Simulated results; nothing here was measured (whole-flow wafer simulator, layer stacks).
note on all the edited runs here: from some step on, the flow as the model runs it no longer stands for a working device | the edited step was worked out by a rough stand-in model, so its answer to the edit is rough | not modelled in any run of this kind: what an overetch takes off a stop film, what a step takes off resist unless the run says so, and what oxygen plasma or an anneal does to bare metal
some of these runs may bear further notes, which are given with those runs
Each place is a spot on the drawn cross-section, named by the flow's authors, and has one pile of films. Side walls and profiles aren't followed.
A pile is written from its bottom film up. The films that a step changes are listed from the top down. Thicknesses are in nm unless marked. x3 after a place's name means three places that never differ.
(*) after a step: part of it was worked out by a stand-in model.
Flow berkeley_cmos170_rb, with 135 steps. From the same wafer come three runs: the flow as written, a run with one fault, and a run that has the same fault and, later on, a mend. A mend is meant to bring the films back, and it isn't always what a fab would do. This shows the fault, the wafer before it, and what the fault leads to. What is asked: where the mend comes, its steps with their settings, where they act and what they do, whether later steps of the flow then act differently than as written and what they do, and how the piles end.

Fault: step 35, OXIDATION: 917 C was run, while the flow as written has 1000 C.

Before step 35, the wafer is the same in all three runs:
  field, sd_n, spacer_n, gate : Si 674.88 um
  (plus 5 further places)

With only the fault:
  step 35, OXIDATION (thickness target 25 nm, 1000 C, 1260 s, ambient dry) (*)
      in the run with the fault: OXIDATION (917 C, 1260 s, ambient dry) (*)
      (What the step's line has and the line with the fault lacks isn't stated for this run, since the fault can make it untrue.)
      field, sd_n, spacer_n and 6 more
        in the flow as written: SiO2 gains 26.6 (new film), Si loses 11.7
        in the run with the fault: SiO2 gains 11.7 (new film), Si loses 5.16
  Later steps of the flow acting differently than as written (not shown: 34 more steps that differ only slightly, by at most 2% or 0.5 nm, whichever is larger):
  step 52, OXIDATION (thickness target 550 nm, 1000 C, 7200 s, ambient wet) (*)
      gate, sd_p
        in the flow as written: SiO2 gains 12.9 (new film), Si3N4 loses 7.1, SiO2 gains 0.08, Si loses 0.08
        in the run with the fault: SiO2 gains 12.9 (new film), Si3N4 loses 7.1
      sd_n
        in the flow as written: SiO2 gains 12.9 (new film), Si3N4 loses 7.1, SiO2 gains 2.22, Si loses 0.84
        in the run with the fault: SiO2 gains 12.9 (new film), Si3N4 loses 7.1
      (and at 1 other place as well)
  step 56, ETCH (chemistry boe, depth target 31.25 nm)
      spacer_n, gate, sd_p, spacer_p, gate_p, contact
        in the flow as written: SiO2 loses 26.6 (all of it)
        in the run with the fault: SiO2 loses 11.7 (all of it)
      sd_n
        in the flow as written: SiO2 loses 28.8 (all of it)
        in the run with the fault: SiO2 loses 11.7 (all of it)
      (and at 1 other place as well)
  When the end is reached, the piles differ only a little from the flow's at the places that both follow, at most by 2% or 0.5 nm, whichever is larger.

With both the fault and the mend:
  After step 36 comes the mend.
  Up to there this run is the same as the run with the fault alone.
  step 36a, OXIDATION (1000 C, 838 s, ambient dry) (*) (the flow's step 35 again, with other settings)
      field, sd_n, spacer_n and 6 more
        SiO2 gains 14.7, Si loses 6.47
  Every later step of the flow that is run acts as written, at every place that is followed, to within 2% or 0.5 nm, whichever is larger.
  When the end is reached, the piles differ only a little from the flow's at the places that both follow, at most by 2% or 0.5 nm, whichever is larger.
